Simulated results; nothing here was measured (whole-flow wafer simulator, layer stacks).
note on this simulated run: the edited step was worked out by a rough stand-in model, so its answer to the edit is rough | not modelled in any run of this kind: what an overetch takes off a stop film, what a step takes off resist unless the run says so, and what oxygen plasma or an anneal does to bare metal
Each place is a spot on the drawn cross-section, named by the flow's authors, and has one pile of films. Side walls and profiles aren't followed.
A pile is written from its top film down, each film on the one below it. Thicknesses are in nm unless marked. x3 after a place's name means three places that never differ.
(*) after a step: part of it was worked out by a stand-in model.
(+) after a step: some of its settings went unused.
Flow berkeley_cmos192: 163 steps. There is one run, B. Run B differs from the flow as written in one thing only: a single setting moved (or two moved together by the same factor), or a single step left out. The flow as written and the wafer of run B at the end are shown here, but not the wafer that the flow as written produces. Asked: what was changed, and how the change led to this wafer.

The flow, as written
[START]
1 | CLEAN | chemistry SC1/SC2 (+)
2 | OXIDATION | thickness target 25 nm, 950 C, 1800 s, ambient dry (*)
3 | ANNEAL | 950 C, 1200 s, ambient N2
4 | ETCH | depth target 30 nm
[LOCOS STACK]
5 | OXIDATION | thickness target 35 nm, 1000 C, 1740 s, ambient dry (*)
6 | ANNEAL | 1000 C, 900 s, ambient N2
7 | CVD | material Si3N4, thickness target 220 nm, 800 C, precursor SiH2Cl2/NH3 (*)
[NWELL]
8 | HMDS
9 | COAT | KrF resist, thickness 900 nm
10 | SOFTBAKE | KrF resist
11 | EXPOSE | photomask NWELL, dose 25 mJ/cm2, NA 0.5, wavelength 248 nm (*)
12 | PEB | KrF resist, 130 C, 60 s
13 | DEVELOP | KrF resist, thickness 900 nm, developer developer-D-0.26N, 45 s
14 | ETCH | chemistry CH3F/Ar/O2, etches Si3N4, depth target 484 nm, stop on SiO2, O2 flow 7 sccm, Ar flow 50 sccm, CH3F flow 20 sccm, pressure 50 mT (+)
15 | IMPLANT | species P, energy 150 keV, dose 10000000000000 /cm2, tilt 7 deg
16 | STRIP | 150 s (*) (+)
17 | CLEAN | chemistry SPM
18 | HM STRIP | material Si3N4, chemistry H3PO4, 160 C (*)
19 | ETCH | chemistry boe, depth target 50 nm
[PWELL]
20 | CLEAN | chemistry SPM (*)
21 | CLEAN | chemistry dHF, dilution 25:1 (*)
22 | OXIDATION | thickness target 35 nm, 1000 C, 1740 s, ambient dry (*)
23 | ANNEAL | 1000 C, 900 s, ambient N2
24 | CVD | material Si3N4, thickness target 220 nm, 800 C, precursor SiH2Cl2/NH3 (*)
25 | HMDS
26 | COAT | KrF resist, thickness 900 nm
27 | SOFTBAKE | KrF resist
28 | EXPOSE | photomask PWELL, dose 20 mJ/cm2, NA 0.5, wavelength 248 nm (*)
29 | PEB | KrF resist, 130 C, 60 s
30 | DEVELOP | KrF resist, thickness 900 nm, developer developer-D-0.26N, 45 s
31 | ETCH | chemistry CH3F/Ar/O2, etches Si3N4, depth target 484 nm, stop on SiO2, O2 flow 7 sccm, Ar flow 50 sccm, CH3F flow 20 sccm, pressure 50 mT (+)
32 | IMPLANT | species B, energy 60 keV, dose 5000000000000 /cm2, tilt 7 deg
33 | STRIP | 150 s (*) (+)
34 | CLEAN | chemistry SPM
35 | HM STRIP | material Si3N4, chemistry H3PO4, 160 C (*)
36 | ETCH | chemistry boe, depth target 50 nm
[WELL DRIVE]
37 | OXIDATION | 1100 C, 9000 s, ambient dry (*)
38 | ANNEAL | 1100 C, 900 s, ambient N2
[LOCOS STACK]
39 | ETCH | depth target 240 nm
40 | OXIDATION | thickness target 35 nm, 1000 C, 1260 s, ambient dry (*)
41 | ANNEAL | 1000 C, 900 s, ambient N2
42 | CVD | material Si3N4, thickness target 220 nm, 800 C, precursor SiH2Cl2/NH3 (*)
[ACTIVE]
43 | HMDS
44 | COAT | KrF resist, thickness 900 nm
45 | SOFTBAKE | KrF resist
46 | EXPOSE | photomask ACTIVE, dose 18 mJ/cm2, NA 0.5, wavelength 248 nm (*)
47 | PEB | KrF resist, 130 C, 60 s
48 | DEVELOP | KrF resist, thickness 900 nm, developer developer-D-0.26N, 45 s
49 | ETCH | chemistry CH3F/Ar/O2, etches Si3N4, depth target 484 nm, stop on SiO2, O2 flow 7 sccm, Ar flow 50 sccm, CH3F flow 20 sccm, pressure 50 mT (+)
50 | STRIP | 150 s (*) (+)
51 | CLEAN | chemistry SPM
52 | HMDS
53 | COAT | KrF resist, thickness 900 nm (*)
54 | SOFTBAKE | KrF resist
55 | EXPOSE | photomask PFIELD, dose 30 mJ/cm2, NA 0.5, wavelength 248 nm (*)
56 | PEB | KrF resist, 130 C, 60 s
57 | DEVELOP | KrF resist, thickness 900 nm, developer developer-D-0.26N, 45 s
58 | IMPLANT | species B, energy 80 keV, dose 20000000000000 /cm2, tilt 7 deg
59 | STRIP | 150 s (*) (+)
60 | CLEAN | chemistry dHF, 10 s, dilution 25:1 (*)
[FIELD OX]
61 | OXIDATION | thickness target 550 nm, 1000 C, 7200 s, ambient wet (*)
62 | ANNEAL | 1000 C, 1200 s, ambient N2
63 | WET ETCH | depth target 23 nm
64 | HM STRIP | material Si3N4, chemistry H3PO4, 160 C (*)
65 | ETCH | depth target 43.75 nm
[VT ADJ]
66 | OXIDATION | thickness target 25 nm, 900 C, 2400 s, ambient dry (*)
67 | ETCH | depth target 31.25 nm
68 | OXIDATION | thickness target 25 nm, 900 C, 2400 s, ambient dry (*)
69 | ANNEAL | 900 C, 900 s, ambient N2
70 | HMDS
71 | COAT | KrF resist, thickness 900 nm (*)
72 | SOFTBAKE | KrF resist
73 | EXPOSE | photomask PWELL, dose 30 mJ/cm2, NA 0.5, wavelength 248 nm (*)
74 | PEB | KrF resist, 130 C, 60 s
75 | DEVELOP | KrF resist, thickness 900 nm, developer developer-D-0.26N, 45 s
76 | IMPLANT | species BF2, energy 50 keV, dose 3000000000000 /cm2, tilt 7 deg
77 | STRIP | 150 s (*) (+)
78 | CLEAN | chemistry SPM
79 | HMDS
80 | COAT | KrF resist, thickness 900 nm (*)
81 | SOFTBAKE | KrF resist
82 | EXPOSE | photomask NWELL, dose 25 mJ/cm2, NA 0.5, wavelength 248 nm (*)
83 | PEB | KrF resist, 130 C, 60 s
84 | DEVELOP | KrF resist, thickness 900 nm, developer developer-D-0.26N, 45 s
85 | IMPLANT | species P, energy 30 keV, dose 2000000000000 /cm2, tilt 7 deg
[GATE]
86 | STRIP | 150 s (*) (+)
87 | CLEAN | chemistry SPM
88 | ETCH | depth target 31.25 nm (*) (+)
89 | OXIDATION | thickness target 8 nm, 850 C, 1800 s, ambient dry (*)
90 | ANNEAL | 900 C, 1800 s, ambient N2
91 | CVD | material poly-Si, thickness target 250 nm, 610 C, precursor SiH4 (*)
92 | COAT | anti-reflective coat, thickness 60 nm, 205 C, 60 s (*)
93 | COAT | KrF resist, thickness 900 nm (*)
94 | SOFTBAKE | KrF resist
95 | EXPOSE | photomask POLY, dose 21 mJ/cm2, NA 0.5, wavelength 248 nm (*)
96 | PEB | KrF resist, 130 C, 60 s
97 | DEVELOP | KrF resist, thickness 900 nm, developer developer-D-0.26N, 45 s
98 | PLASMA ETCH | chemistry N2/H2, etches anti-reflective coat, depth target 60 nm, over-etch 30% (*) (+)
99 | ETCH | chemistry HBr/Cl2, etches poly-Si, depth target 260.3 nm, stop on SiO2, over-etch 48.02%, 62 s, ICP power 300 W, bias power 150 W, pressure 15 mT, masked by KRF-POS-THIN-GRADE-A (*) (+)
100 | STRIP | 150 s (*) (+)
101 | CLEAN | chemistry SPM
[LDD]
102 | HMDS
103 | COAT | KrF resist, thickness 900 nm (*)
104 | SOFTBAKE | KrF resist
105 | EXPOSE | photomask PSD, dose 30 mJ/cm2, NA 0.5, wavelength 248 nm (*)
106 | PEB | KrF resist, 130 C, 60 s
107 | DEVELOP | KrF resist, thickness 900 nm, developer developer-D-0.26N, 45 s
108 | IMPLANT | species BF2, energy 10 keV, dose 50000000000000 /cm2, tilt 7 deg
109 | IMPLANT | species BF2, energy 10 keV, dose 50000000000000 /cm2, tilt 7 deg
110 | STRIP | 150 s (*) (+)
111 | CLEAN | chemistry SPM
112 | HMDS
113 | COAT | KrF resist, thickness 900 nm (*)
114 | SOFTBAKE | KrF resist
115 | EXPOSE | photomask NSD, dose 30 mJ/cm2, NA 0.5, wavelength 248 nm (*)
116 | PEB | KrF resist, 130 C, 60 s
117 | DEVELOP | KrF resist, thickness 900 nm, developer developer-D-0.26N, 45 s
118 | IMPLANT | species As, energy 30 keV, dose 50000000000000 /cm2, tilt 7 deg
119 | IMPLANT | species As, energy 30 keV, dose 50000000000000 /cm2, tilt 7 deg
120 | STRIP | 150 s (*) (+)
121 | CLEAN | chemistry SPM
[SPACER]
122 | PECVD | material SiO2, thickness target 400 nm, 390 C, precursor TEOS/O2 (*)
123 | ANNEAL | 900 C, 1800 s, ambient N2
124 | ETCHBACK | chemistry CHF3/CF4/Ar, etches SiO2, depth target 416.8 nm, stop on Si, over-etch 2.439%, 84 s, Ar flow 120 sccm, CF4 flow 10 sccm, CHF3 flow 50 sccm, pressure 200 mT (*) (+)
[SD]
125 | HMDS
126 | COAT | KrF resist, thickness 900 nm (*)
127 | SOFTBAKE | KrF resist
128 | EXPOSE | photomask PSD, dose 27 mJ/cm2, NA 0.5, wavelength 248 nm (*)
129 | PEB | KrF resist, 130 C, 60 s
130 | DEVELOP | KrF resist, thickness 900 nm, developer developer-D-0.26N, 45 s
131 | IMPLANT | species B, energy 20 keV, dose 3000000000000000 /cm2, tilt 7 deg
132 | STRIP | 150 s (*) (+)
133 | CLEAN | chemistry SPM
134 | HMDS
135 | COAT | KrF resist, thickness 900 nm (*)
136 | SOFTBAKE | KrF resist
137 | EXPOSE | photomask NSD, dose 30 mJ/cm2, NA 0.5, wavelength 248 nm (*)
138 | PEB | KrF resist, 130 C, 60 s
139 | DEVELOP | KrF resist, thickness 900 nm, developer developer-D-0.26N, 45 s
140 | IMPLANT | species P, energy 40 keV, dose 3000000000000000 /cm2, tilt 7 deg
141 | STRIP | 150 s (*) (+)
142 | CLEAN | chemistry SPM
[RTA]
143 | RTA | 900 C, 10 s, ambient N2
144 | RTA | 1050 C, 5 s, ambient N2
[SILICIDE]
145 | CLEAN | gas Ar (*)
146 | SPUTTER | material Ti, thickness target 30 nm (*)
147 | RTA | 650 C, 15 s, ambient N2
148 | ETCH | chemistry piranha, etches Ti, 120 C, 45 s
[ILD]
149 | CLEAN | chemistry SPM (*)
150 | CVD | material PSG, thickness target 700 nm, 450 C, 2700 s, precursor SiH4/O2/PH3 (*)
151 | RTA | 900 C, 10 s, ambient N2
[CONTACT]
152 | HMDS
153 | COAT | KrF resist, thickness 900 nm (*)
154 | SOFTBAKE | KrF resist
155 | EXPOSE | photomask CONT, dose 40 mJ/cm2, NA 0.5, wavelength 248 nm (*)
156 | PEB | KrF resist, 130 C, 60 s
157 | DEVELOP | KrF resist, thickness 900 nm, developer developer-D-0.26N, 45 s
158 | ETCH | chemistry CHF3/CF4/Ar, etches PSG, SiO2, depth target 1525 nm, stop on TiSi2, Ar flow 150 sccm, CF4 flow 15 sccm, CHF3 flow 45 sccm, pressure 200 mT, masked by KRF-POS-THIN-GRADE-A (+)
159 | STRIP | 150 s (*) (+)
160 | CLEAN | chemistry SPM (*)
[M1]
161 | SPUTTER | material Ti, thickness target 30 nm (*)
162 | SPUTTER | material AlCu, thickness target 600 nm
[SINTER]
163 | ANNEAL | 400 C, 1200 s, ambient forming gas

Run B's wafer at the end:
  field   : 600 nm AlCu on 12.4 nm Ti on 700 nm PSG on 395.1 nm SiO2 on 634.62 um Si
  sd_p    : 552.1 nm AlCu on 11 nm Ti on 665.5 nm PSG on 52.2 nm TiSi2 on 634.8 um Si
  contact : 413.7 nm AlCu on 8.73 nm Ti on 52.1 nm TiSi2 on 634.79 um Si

What caused this: step 161, SPUTTER: thickness target 12.42 nm was run, while the flow as written has thickness target 30 nm.
The wafer itself shows it: field has Ti 12.4, and step 161 as written asks for 30 nm.

The path from the change to this, step by step:
  161 | SPUTTER | material Ti, thickness target 30 nm (*)
      field, sd_n, spacer_n, gate, spacer_p, gate_p, m1: Ti gains 12.4 (new film) (it would be, as written: Ti gains 30 (new film))
      sd_p: Ti gains 11 (new film) (it would be, as written: Ti gains 26.6 (new film))
      (also at 1 further place)
